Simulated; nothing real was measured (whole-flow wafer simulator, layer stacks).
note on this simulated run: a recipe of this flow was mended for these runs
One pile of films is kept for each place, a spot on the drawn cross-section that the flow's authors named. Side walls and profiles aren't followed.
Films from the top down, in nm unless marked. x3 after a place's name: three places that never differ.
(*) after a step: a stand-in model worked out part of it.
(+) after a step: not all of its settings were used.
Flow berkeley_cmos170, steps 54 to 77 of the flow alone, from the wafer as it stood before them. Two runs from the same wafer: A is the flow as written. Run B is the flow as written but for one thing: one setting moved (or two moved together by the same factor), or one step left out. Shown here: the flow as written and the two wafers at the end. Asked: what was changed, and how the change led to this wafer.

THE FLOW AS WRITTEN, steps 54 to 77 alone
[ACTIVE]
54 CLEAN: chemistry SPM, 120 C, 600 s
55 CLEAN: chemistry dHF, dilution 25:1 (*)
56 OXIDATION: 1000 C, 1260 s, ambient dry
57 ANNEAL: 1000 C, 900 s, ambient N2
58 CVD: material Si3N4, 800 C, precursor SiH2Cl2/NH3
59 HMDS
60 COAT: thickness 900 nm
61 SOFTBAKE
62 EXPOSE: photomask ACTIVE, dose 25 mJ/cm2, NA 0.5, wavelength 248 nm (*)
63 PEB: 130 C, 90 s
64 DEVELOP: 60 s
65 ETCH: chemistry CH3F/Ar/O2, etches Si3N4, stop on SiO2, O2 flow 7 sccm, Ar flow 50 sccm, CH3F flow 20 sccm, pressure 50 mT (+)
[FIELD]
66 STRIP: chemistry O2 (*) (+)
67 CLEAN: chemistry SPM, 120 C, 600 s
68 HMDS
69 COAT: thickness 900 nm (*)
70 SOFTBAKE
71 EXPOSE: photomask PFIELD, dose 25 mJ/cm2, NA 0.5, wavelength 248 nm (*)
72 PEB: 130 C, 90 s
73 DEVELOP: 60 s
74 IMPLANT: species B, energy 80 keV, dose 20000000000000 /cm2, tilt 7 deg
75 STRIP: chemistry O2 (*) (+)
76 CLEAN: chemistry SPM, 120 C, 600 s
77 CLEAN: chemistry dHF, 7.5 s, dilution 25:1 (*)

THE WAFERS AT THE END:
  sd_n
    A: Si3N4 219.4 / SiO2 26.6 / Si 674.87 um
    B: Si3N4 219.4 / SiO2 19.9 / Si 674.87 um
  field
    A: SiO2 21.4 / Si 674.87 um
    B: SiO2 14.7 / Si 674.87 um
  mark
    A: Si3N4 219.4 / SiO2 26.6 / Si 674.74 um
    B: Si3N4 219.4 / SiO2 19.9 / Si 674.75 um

The cause: step 56, OXIDATION: 969 C was run, where the flow has 1000 C.

How the change led to this, step by step:
  56 OXIDATION: 1000 C, 1260 s, ambient dry
      field, sd_n, spacer_n and 9 more: A SiO2 +26.6 (new film), Si -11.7 | B SiO2 +19.9 (new film), Si -8.74
      mark: A SiO2 +26.6 (new film), Si -11.7 | B SiO2 +19.9 (new film), Si -8.73
